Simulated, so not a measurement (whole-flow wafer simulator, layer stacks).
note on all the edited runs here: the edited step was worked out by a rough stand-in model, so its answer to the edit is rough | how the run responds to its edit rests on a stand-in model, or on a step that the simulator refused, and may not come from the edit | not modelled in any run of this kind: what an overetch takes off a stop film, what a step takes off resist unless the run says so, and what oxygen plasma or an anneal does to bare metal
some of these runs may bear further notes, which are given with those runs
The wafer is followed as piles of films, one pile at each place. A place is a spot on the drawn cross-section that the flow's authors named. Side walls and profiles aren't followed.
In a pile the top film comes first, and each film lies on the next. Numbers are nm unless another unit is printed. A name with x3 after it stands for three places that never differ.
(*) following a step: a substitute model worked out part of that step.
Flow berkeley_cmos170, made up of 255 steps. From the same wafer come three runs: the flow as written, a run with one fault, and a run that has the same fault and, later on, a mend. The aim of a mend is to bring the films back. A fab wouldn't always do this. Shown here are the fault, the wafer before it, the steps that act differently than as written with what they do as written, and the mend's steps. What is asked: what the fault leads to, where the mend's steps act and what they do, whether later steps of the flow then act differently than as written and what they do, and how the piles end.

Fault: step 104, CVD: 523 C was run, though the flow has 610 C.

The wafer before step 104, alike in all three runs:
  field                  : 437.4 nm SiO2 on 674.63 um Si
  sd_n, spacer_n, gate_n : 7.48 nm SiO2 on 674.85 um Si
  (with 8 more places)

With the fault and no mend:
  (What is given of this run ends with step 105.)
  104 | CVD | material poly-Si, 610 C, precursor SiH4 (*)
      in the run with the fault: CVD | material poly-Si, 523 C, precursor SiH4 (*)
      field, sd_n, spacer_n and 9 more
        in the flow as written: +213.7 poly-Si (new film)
        in the run with the fault: +24.8 poly-Si (new film)
  Later steps of the flow up to step 105 that are run all act as written at every place that is followed.
  The piles after step 105 differ from the flow's at field, sd_n, spacer_n and 9 more by more than 2% or 0.5 nm, whichever is larger.
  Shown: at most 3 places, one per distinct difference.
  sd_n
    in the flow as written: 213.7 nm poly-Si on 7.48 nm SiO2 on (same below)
    in the run with the fault: 24.8 nm poly-Si on 7.48 nm SiO2 on (same below)
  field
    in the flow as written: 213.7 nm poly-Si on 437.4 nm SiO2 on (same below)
    in the run with the fault: 24.8 nm poly-Si on 437.4 nm SiO2 on (same below)

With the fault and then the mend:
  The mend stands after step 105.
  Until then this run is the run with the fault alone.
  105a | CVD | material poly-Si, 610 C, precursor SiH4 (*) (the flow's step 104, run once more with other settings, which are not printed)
      field, sd_n, spacer_n and 9 more
        +188.8 poly-Si
  Later steps of the flow that are run all act as written at every place that is followed, up to a difference of at most 2% or 0.5 nm, whichever is larger.
  When the end is reached, the piles differ only a little from the flow's at the places that both follow, at most by 2% or 0.5 nm, whichever is larger.
